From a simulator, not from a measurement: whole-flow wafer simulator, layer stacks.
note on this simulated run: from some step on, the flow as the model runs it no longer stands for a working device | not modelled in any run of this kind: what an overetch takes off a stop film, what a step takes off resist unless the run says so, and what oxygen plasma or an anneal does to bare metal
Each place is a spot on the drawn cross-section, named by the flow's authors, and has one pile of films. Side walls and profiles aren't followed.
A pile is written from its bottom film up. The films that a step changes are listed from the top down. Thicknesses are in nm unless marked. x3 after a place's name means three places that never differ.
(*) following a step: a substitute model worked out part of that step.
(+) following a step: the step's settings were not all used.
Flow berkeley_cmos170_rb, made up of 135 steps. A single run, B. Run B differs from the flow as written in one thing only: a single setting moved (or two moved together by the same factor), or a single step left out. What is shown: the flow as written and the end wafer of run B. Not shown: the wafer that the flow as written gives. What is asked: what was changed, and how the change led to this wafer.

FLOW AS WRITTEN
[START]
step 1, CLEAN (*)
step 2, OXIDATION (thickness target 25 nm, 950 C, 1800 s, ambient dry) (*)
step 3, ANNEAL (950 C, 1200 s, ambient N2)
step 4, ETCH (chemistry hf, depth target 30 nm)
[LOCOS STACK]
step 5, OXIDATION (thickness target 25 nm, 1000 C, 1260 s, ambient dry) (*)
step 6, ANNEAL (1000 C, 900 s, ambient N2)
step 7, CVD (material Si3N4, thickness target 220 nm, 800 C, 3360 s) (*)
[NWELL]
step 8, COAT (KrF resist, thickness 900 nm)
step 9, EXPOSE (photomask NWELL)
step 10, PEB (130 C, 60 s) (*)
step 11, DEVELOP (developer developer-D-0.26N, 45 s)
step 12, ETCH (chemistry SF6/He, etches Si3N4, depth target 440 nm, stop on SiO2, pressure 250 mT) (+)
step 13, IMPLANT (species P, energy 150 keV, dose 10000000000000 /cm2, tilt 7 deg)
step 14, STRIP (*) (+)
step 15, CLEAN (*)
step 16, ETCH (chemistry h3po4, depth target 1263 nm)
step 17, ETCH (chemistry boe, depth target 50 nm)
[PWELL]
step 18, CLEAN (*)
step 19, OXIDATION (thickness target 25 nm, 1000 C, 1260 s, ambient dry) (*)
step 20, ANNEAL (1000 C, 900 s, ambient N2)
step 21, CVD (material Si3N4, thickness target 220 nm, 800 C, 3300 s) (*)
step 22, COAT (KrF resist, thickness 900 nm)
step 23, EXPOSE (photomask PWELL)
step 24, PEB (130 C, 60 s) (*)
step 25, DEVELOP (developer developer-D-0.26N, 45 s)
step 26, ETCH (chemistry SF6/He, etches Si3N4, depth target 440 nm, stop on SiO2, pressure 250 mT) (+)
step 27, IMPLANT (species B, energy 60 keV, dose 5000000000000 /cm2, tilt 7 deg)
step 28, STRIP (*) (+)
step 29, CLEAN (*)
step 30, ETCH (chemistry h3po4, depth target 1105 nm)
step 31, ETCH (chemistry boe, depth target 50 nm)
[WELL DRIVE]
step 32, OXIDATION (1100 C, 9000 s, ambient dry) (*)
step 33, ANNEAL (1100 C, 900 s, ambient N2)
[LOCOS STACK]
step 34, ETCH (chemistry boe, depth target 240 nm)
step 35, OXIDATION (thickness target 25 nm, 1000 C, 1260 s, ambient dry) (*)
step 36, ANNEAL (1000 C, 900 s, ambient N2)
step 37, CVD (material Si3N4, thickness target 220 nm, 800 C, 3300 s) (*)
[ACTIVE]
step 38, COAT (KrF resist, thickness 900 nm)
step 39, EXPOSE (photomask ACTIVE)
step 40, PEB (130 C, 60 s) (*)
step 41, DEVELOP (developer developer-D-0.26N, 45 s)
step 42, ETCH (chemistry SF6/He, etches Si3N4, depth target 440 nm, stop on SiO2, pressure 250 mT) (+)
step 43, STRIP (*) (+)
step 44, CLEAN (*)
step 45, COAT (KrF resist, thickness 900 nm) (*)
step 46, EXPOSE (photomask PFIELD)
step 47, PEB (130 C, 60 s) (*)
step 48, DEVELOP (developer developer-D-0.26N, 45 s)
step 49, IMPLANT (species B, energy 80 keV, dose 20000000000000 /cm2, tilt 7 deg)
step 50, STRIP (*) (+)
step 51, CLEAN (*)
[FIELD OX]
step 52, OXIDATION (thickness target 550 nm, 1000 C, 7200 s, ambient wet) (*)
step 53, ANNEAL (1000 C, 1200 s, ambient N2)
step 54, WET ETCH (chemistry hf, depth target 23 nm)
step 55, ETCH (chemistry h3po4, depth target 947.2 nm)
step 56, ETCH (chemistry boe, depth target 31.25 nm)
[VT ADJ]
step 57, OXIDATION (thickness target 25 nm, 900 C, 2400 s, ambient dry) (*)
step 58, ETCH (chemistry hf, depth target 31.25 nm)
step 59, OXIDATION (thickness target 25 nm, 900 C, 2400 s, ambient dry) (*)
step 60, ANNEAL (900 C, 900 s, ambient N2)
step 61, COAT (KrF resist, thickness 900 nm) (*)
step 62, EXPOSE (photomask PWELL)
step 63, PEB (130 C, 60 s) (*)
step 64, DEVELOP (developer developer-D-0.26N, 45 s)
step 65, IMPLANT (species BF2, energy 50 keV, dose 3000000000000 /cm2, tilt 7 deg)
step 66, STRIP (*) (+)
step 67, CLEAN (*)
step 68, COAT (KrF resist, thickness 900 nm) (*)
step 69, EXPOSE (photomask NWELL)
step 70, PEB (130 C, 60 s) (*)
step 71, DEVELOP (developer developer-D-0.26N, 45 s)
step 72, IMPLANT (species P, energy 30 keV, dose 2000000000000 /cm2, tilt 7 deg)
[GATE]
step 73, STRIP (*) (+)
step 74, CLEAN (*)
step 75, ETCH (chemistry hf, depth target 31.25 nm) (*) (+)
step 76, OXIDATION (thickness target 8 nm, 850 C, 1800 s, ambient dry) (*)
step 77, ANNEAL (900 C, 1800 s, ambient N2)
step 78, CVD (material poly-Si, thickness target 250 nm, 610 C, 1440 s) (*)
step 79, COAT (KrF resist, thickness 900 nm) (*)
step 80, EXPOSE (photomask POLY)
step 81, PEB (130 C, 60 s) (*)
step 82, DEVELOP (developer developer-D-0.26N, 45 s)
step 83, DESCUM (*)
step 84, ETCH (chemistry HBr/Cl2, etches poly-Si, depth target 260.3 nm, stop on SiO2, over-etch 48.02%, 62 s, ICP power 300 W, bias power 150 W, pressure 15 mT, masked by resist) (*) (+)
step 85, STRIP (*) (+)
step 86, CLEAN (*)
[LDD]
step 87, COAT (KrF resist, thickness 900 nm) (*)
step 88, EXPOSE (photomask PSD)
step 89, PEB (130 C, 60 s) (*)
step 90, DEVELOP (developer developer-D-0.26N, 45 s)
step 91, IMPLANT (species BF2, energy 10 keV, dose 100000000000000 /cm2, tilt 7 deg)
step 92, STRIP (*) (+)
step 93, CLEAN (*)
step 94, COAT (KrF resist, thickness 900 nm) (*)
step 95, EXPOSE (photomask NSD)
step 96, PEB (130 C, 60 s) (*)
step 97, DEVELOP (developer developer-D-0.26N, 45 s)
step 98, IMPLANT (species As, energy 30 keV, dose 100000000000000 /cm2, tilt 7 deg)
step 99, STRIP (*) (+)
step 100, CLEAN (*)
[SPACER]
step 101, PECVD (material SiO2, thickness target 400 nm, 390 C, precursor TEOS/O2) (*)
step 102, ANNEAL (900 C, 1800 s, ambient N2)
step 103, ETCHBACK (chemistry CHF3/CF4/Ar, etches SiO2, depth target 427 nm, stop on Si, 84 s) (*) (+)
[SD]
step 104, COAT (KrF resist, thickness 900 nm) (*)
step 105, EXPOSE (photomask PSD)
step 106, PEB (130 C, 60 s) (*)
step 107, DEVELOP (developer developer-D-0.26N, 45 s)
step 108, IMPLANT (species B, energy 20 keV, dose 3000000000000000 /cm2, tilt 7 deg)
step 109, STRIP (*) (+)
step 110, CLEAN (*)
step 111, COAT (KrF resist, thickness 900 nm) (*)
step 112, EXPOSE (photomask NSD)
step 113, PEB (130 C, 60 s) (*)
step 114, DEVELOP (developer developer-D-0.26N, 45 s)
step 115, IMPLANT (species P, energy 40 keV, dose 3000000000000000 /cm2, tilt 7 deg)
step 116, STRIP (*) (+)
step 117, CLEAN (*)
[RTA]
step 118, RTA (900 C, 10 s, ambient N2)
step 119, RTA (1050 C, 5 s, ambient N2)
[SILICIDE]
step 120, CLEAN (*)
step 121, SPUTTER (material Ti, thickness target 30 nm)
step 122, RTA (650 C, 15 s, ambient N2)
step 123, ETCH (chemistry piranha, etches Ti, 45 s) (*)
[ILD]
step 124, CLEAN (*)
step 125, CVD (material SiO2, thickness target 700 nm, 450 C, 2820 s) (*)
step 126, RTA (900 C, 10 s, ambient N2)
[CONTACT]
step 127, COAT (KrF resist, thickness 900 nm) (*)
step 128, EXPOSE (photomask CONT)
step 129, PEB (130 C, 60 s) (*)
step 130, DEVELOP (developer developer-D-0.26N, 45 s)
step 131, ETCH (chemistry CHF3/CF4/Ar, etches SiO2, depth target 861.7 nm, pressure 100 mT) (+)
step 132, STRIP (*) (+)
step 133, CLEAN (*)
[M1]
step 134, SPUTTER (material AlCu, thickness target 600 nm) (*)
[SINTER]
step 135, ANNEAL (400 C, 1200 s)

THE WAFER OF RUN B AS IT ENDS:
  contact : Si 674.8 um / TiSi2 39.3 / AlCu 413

Cause: step 131, ETCH: depth target 1034 nm was run, though the flow has depth target 861.7 nm.

How this came from the change, step by step:
  step 131, ETCH (chemistry CHF3/CF4/Ar, etches SiO2, depth target 861.7 nm, pressure 100 mT) (+)
      field, sd_n, spacer_n, gate, sd_p, spacer_p, gate_p, m1: -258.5 KrF resist (in the flow as written it would be: -215.4 KrF resist)
      contact: -700 SiO2 (all of it), -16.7 TiSi2 (in the flow as written it would be: -700 SiO2 (all of it), -8.08 TiSi2)
  step 132, STRIP (*) (+)
      field: -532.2 KrF resist (all of it) (in the flow as written it would be: -575.3 KrF resist (all of it))
      sd_n: -737.3 KrF resist (all of it) (in the flow as written it would be: -780.4 KrF resist (all of it))
      (as well as at 6 more places)
